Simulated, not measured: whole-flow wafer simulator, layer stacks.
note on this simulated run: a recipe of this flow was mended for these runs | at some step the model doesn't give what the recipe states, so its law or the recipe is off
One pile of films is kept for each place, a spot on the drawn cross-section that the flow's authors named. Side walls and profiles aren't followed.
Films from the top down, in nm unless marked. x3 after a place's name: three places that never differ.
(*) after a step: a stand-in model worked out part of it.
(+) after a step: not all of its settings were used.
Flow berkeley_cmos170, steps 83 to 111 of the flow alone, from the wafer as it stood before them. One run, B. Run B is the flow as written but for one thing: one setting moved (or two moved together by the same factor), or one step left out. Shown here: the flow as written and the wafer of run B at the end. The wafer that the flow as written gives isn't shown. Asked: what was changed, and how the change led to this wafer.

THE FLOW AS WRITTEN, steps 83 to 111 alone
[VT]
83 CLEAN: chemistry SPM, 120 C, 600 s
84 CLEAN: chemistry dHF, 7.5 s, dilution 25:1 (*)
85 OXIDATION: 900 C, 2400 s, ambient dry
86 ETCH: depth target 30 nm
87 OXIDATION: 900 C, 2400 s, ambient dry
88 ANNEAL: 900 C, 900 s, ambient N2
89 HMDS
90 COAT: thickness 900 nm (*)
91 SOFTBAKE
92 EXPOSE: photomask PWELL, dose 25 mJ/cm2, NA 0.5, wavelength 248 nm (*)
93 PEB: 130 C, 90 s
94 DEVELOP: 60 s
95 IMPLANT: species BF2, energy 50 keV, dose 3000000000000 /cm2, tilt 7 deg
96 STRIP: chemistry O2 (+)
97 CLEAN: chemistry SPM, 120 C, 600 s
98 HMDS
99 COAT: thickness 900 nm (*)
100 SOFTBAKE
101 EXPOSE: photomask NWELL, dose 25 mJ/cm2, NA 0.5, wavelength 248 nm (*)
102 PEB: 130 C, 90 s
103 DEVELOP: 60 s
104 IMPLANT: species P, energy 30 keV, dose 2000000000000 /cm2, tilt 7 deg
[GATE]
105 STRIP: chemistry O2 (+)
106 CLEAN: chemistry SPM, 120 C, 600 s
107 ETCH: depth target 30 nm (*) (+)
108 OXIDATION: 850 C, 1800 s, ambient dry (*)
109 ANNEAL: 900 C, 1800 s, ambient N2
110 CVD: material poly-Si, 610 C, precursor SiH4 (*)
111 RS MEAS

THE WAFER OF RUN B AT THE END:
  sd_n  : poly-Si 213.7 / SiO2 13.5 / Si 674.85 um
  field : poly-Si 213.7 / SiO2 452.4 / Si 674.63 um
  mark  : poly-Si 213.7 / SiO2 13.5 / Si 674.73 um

The cause: step 107, ETCH: depth target 6 nm was run, where the flow has depth target 30 nm.

How the change led to this, step by step:
  107 ETCH: depth target 30 nm (*) (+)
      mark, sd_n, spacer_n and 9 more: SiO2 -6 (as written it would be: SiO2 -14.9 (all of it))
      field: SiO2 -6 (as written it would be: SiO2 -30)
  108 OXIDATION: 850 C, 1800 s, ambient dry (*)
      mark, sd_n, spacer_n and 9 more: SiO2 +4.51, Si -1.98 (as written it would be: SiO2 +7.48 (new film), Si -3.29)
